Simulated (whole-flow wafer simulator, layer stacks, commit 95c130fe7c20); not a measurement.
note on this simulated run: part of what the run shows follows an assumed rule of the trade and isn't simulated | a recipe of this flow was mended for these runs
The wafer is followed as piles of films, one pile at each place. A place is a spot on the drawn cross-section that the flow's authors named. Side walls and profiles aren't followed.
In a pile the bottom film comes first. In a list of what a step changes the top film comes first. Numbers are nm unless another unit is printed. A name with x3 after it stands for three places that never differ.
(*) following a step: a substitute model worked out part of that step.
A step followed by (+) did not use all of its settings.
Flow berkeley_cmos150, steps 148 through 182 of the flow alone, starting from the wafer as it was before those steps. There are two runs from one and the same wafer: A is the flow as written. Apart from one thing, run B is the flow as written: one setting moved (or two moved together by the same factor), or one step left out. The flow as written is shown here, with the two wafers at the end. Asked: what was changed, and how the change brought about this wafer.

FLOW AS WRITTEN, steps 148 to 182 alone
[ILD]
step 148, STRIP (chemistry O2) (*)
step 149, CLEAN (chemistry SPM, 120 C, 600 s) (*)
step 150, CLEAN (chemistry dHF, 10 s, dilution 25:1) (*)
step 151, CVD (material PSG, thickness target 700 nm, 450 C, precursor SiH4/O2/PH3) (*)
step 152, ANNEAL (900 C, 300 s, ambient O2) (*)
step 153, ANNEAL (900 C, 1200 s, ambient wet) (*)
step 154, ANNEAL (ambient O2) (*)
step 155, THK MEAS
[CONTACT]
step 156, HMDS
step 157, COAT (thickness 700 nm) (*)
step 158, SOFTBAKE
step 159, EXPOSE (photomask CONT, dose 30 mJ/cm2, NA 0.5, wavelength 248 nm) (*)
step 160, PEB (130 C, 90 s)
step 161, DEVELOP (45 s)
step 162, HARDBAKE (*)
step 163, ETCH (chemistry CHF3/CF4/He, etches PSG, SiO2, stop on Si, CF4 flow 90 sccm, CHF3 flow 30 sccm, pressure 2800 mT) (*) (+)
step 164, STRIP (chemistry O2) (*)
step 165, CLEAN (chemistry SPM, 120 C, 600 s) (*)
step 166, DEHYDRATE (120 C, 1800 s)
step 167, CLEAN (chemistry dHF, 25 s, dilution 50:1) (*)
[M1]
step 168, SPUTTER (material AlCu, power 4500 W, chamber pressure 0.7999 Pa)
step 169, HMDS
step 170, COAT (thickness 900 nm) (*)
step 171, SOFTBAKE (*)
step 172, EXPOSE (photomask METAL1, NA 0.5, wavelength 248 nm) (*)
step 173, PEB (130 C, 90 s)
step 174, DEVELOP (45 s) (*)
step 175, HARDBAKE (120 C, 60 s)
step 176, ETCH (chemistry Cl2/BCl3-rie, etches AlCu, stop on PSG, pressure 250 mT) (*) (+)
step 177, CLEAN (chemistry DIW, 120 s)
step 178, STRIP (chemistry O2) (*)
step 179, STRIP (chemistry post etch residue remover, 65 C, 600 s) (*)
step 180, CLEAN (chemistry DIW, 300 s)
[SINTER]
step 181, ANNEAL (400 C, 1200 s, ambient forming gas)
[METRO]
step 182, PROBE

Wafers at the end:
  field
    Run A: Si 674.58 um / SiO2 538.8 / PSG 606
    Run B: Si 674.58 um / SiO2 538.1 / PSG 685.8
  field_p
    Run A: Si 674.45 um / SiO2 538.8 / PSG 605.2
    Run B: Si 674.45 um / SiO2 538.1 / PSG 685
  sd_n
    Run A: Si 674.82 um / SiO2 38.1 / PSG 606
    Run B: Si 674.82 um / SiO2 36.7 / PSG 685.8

Cause: step 151, CVD: thickness target 784 nm was run, though the flow has thickness target 700 nm.

Step by step, how the change led to this:
  step 151, CVD (material PSG, thickness target 700 nm, 450 C, precursor SiH4/O2/PH3) (*)
      field, field_p, sd_n, gate_n, gate_p, contact, m1: A PSG gains 700 (new film) | B PSG gains 784 (new film)
      sd_p: A PSG gains 639.5 (new film) | B PSG gains 713.6 (new film)
  step 153, ANNEAL (900 C, 1200 s, ambient wet) (*)
      sd_n, contact, m1: A PSG loses 35, SiO2 gains 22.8, Si loses 10 | B PSG loses 39.2, SiO2 gains 21.4, Si loses 9.42
      field, field_p: A PSG loses 35, SiO2 gains 16.3, Si loses 7.15 | B PSG loses 39.2, SiO2 gains 15.6, Si loses 6.85
      (as well as at 3 more places)
  step 163, ETCH (chemistry CHF3/CF4/He, etches PSG, SiO2, stop on Si, CF4 flow 90 sccm, CHF3 flow 30 sccm, pressure 2800 mT) (*) (+)
      field, field_p, sd_n, gate_n, sd_p, gate_p, m1: A KrF-resist loses 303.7 | B KrF-resist loses 331.7
      contact: A PSG loses 665 (all of it), SiO2 loses 38.1 (all of it), Si loses 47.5 | B PSG loses 744.8 (all of it), SiO2 loses 36.7 (all of it), Si loses 47.5
  step 164, STRIP (chemistry O2) (*)
      field: A KrF-resist loses 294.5 (all of it) | B KrF-resist loses 267.4 (all of it)
      field_p: A KrF-resist loses 397.1 (all of it) | B KrF-resist loses 371.1 (all of it)
      (as well as at 5 more places)
  step 168, SPUTTER (material AlCu, power 4500 W, chamber pressure 0.7999 Pa)
      contact: A AlCu gains 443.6 (new film) | B AlCu gains 425.5 (new film)
  step 170, COAT (thickness 900 nm) (*)
      contact: A thick-KrF-resist gains 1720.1 (new film) | B thick-KrF-resist gains 1793 (new film)
  step 175, HARDBAKE (120 C, 60 s)
      contact: A thick-KrF-resist loses 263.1 | B thick-KrF-resist loses 274.2
  step 178, STRIP (chemistry O2) (*)
      contact: A thick-KrF-resist loses 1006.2 (all of it) | B thick-KrF-resist loses 1067.6 (all of it)
